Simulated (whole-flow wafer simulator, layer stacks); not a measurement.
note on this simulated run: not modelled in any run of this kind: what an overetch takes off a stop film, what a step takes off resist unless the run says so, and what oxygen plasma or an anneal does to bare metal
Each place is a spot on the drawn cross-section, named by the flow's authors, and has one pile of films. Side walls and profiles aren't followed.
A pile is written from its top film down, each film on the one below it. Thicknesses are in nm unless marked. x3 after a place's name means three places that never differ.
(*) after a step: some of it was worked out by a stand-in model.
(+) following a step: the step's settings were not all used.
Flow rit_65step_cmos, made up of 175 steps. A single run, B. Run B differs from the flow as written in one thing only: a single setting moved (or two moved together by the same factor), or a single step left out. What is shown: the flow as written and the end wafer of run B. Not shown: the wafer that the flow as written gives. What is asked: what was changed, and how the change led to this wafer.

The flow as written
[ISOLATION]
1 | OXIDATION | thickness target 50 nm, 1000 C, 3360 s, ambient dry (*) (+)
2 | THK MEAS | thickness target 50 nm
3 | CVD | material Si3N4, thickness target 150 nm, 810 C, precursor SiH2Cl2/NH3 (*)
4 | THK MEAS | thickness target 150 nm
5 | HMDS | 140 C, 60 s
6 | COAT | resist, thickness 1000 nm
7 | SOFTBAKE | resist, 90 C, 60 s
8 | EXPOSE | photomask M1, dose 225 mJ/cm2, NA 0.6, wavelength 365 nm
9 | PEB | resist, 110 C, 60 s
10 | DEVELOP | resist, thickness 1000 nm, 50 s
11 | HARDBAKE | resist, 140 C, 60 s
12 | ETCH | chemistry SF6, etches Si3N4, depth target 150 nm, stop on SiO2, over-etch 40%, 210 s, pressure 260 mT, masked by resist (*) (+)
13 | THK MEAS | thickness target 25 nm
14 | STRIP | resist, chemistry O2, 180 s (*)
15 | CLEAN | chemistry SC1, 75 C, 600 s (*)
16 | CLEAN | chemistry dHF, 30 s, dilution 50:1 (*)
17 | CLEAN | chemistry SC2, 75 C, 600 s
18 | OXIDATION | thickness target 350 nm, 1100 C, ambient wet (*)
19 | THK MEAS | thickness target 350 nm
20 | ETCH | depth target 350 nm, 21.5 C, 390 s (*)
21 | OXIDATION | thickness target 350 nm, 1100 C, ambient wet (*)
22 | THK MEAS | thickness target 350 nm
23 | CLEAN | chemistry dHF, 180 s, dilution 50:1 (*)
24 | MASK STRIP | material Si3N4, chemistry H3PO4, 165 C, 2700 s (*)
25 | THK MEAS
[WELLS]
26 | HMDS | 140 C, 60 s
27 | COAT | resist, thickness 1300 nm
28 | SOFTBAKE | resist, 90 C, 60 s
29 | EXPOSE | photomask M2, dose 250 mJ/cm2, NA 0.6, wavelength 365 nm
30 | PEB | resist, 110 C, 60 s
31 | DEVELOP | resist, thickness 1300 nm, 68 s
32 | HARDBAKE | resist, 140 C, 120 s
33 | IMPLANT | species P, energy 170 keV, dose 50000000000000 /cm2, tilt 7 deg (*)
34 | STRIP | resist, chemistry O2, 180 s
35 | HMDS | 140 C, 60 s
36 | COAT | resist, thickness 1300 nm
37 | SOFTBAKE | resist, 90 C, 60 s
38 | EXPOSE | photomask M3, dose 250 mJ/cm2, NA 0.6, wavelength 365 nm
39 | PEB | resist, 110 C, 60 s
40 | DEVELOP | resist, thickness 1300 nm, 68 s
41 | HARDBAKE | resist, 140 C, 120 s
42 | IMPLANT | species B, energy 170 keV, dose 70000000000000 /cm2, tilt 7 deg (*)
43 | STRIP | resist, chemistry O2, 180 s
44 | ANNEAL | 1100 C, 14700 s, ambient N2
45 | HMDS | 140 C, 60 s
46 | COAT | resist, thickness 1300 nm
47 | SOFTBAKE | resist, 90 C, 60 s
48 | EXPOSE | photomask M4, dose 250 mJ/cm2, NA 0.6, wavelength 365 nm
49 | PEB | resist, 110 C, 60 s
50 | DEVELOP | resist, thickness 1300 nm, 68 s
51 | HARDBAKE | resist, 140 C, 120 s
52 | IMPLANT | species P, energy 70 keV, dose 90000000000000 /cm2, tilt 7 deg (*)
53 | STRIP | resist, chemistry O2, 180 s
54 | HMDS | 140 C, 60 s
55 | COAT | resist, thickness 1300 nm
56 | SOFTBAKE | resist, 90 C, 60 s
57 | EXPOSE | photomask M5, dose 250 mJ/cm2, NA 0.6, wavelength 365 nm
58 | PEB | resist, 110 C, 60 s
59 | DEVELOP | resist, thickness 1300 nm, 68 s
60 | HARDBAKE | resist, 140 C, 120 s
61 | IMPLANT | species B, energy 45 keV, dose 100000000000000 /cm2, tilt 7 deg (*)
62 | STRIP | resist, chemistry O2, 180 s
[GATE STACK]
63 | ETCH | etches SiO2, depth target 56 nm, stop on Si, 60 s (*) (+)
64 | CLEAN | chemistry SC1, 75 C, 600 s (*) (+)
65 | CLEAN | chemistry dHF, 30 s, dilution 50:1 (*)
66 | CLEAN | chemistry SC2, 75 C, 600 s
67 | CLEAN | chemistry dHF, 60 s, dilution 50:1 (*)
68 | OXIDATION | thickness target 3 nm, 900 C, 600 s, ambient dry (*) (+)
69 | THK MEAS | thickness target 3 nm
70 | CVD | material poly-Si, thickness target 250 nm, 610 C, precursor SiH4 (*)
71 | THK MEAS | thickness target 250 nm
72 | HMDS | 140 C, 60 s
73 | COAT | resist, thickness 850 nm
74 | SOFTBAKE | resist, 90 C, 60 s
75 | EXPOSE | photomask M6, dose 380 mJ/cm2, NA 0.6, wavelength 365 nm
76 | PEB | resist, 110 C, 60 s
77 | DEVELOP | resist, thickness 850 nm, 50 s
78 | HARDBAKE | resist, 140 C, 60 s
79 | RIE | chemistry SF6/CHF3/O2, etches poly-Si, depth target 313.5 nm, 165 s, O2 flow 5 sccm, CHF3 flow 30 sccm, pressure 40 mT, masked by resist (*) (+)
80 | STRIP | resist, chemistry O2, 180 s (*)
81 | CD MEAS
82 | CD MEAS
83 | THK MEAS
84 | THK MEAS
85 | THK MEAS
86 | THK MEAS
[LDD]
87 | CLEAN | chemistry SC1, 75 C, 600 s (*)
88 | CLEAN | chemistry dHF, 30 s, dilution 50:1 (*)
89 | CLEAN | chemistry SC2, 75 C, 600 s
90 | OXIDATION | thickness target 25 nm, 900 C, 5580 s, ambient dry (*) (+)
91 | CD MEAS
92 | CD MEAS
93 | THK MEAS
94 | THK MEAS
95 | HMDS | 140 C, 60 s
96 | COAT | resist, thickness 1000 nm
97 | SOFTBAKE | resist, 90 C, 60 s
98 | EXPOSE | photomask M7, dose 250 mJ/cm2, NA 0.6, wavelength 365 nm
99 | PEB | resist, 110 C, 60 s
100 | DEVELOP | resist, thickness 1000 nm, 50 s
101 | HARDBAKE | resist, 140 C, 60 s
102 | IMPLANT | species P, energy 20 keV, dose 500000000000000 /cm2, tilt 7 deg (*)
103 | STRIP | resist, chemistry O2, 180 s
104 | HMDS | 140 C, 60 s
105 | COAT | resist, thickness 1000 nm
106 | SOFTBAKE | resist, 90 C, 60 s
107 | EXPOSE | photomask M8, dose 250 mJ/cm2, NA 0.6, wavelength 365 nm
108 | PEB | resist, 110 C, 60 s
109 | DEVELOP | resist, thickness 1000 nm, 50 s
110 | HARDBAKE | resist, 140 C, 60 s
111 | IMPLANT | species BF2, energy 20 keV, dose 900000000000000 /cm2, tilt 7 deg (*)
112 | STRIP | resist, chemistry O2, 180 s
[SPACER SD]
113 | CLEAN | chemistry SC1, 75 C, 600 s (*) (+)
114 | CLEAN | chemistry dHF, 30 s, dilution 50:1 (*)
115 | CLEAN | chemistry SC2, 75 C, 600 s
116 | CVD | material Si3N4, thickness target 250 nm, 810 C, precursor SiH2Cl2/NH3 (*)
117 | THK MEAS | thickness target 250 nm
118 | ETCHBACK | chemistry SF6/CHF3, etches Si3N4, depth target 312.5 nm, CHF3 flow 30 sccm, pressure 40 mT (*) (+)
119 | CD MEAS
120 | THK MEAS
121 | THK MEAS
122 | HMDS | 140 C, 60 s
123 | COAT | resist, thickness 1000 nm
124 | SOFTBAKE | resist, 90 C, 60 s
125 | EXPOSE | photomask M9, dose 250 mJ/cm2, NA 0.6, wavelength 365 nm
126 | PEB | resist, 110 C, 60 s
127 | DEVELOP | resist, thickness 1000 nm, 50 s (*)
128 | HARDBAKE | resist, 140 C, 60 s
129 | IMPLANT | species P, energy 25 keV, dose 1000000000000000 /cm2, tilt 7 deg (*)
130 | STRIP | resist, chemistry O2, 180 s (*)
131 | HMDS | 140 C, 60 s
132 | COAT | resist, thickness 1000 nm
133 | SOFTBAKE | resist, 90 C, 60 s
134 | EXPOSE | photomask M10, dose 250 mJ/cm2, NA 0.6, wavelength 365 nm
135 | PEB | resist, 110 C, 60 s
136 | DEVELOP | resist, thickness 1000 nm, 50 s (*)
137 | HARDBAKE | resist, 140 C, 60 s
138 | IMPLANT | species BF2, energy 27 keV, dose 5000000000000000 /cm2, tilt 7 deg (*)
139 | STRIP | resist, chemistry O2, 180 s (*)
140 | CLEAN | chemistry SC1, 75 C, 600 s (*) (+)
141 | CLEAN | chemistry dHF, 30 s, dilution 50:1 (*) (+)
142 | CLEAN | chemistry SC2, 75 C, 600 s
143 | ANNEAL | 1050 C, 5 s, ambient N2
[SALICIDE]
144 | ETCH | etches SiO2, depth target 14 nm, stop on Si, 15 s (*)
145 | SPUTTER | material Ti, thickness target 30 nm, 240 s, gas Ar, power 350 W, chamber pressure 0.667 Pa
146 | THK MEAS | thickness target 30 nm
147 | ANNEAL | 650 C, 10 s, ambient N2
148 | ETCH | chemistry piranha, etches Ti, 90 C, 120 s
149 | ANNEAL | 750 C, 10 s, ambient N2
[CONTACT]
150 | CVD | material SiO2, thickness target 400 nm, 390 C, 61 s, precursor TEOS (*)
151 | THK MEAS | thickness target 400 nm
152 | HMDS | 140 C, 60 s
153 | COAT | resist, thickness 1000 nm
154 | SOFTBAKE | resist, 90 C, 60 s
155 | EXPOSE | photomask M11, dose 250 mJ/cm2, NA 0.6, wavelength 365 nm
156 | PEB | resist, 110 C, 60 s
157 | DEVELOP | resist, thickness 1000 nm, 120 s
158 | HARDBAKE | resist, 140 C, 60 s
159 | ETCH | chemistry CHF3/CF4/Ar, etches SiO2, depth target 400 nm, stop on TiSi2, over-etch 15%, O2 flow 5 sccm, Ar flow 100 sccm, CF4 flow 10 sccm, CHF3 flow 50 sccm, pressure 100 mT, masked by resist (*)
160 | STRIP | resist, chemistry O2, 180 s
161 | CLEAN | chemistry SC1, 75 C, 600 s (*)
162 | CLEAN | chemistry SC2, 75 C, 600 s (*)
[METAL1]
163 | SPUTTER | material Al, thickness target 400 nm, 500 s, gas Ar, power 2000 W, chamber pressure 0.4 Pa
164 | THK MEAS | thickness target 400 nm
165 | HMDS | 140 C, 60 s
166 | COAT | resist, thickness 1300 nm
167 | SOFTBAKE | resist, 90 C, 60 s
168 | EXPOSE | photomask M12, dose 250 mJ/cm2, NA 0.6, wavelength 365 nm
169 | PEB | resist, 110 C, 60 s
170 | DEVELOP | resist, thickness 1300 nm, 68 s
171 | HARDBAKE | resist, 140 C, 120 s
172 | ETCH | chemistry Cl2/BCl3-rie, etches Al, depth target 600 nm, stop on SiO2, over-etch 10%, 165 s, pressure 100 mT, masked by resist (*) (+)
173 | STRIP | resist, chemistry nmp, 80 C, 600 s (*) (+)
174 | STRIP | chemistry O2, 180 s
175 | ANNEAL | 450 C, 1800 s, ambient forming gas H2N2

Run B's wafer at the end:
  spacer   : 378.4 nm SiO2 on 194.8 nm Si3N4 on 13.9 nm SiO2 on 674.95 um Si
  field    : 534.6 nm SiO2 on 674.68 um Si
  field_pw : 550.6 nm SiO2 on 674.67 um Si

The reason: step 163, SPUTTER: thickness target 520 nm was run, though the flow has thickness target 400 nm.

The path from the change to this, step by step:
  163 | SPUTTER | material Al, thickness target 400 nm, 500 s, gas Ar, power 2000 W, chamber pressure 0.4 Pa
      field, field_pw, field_p, spacer, spacer_p: +520 Al (new film) (in the flow as written it would be: +400 Al (new film))
      gate_n, gate_p: +503.1 Al (new film) (in the flow as written it would be: +396 Al (new film))
      (as well as at 1 more place)
  172 | ETCH | chemistry Cl2/BCl3-rie, etches Al, depth target 600 nm, stop on SiO2, over-etch 10%, 165 s, pressure 100 mT, masked by resist (*) (+)
      field, field_pw, field_p, spacer, spacer_p: -520 Al (all of it), -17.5 SiO2 (in the flow as written it would be: -400 Al (all of it), -32.5 SiO2)
      gate_n, gate_p: -503.1 Al (all of it), -19.6 SiO2 (in the flow as written it would be: -396 Al (all of it), -33 SiO2)
      (as well as at 1 more place)
